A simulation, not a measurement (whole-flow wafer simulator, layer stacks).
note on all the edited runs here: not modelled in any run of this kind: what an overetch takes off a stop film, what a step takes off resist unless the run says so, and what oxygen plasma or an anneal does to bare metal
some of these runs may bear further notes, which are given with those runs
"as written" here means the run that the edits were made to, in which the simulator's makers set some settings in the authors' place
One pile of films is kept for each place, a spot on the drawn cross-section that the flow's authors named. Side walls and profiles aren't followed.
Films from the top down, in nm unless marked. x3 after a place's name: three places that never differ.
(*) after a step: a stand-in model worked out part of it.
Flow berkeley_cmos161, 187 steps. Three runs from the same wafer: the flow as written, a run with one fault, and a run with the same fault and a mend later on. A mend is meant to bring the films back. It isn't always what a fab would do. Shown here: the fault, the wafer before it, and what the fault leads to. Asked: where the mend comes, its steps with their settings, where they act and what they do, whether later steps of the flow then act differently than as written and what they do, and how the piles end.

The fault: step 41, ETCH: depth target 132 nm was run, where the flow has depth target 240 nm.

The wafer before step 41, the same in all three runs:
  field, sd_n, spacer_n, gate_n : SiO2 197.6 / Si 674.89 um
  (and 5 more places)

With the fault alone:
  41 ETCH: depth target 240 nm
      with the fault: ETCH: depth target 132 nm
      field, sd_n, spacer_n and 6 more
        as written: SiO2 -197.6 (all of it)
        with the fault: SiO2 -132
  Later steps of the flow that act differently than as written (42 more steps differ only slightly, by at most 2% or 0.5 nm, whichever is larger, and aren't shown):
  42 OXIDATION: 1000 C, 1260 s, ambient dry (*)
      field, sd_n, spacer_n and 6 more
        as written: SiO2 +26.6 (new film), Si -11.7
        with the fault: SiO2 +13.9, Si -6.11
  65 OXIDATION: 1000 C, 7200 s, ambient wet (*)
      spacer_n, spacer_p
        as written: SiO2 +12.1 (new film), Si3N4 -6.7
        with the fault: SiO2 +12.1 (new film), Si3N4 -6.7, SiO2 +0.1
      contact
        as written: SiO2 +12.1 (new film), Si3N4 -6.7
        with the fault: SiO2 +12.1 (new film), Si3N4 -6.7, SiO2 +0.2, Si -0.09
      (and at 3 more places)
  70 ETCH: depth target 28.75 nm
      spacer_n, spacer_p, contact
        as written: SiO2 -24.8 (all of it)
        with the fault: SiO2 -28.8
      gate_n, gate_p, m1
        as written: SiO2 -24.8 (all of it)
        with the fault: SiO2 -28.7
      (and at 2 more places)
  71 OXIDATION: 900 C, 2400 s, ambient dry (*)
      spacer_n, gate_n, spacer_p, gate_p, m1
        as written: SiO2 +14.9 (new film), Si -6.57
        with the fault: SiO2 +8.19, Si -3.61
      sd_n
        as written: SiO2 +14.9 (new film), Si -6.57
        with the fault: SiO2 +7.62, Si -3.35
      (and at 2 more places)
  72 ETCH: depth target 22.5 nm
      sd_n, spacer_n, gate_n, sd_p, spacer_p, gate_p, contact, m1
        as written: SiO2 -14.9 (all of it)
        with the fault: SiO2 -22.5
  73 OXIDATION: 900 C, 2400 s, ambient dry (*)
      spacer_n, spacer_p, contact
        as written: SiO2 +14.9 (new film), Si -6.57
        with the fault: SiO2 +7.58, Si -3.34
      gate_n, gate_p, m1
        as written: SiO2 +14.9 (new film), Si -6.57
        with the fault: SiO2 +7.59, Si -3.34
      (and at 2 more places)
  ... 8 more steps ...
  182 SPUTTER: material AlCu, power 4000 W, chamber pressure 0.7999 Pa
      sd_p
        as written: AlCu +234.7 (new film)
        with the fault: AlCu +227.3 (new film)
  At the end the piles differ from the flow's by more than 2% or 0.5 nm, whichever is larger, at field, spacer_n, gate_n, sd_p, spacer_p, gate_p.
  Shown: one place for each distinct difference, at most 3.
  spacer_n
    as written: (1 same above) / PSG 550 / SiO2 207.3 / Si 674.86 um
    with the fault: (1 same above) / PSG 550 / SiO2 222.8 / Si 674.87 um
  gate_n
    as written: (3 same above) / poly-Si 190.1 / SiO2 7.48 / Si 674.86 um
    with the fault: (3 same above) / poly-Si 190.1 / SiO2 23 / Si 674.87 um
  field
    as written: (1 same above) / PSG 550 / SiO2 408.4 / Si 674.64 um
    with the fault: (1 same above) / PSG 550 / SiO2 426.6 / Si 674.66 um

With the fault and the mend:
  The mend comes after step 41.
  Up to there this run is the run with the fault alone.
  41a ETCH: depth target 108 nm (the flow's step 41 once more, with other settings)
      field, sd_n, spacer_n and 6 more
        SiO2 -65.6 (all of it)
  No later step of the flow acts differently than as written at any place that is followed.
  At the end the piles are the same as the flow's at every place that both follow.
